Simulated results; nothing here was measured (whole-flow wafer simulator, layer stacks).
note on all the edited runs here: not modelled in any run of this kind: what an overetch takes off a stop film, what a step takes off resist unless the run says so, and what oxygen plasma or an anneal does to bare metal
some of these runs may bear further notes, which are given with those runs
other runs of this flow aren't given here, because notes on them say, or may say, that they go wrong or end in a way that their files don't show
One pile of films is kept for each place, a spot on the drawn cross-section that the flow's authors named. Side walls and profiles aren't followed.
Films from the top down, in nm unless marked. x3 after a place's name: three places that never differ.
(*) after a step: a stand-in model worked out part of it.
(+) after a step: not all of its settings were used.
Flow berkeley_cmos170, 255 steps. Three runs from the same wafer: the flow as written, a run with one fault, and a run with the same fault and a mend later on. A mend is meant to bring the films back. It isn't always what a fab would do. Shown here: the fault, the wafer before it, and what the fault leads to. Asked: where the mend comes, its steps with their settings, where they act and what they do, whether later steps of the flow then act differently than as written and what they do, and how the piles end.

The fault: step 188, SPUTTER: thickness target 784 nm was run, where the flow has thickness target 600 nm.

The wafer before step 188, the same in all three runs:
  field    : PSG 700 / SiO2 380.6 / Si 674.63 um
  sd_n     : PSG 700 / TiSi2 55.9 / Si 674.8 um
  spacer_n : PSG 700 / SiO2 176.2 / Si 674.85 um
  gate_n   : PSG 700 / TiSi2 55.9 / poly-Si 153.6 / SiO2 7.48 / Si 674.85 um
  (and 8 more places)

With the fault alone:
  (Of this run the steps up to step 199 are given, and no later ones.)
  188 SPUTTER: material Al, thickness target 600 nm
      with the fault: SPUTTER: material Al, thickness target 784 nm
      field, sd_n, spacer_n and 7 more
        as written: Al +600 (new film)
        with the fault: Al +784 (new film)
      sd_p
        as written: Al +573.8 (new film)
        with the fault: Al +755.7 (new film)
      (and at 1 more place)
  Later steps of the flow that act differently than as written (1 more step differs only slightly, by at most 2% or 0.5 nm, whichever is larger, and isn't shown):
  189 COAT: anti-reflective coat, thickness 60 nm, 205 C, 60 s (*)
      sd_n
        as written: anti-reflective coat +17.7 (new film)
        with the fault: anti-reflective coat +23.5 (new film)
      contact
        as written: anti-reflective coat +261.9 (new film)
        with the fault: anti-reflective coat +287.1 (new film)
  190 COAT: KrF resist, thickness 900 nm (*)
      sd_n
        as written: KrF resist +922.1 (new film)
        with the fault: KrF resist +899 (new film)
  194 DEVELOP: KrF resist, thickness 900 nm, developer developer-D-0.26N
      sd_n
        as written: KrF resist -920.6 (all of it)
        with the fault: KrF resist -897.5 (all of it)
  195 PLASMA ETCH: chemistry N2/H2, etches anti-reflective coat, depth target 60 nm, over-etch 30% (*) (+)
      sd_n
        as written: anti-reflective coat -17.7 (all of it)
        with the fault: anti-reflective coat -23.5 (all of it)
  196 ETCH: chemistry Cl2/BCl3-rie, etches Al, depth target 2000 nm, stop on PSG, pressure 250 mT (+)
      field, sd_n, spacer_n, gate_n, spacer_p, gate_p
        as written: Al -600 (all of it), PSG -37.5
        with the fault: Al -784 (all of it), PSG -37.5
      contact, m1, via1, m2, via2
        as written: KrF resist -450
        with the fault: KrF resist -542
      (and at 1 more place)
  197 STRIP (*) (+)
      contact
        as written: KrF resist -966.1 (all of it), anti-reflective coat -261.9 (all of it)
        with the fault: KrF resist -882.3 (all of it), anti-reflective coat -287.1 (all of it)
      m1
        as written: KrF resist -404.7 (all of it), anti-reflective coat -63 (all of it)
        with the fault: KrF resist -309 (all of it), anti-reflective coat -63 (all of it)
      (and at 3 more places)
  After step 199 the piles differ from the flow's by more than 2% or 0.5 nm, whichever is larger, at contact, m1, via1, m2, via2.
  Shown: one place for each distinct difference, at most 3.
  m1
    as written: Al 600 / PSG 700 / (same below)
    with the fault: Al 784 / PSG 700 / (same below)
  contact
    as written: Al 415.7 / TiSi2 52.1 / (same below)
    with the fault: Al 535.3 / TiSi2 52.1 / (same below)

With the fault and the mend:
  The mend comes after step 188.
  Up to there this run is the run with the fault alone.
  188a ETCH: chemistry al pan, depth target 901.6 nm
      field, sd_n, spacer_n and 7 more
        Al -784 (all of it)
      sd_p
        Al -755.7 (all of it)
      contact
        Al -535.3 (all of it)
  188b SPUTTER: material Al, thickness target 600 nm (the flow's step 188 once more)
      field, sd_n, spacer_n and 7 more
        Al +600 (new film)
      sd_p
        Al +573.8 (new film)
      contact
        Al +415.7 (new film)
  No later step of the flow acts differently than as written at any place that is followed.
  At the end the piles are the same as the flow's at every place that both follow.
